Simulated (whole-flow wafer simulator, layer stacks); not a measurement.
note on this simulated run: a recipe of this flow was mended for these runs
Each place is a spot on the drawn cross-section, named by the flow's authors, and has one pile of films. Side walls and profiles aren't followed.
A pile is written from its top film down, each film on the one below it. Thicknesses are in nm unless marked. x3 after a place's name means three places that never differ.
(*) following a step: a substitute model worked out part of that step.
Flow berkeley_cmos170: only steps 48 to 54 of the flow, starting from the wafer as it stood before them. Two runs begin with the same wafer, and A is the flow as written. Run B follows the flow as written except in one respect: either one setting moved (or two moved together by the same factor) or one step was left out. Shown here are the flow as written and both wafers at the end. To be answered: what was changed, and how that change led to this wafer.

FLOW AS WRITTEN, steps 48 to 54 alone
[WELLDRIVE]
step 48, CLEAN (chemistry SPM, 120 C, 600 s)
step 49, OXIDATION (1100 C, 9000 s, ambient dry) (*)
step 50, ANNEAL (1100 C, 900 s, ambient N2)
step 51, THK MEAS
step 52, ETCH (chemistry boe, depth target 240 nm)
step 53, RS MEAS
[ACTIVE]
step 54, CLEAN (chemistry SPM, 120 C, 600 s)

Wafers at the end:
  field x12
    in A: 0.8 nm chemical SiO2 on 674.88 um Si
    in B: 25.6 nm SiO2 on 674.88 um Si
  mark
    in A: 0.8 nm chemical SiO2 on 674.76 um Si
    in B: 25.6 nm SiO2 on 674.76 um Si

Cause: step 52, ETCH: depth target 172 nm was run, though the flow has depth target 240 nm.

The path from the change to this, step by step:
  step 52, ETCH (chemistry boe, depth target 240 nm)
      field x12, mark: A -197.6 SiO2 (all of it) | B -172 SiO2
  step 54, CLEAN (chemistry SPM, 120 C, 600 s)
      field x12, mark: A +0.8 chemical SiO2 (new film), -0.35 Si | B nothing
